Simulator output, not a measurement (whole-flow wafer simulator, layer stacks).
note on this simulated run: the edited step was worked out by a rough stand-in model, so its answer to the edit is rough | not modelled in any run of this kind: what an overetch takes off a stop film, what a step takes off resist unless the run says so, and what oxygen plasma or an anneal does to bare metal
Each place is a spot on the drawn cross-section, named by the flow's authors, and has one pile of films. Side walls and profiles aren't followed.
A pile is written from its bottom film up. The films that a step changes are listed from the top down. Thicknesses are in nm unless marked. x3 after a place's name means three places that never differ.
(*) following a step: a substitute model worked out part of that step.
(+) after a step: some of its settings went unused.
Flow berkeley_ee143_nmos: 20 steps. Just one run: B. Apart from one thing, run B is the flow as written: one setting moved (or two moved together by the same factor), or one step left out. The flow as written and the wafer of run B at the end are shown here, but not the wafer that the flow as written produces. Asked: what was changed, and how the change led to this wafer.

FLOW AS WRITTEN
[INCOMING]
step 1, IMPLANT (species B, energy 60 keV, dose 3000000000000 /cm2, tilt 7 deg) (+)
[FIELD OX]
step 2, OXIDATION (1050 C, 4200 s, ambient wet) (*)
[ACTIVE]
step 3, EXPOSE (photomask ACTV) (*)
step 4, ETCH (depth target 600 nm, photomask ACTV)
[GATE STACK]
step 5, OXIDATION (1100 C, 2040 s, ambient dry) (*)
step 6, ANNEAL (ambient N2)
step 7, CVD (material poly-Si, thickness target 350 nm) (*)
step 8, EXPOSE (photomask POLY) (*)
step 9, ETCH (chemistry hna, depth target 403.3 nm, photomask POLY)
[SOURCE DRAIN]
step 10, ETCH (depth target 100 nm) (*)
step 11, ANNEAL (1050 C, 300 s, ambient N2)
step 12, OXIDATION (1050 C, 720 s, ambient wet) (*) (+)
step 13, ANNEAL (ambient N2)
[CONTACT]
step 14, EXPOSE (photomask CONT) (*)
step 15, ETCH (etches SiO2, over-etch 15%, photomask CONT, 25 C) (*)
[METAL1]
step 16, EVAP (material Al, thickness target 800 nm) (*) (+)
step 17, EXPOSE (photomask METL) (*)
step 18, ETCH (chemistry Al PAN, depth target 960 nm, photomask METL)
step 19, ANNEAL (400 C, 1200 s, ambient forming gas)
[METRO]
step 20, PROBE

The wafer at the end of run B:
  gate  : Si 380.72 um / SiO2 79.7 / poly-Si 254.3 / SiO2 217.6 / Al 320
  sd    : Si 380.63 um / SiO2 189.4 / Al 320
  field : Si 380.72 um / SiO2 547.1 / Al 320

What caused this: step 16, EVAP: thickness target 1280 nm was run, whereas the flow has thickness target 800 nm.

How this came from the change, step by step:
  step 16, EVAP (material Al, thickness target 800 nm) (*) (+)
      gate, sd, contact, field: +1280 Al (new film) (in the flow as written it would be: +800 Al (new film))
  step 18, ETCH (chemistry Al PAN, depth target 960 nm, photomask METL)
      gate, sd, field: -960 Al (in the flow as written it would be: -800 Al (all of it))
With metal films that touch counted as one body, gate has 1 body; the flow as written gives 0 bodies.
With metal films that touch counted as one body, sd has 1 body; the flow as written gives 0 bodies.
With metal films that touch counted as one body, field has 1 body; the flow as written gives 0 bodies.
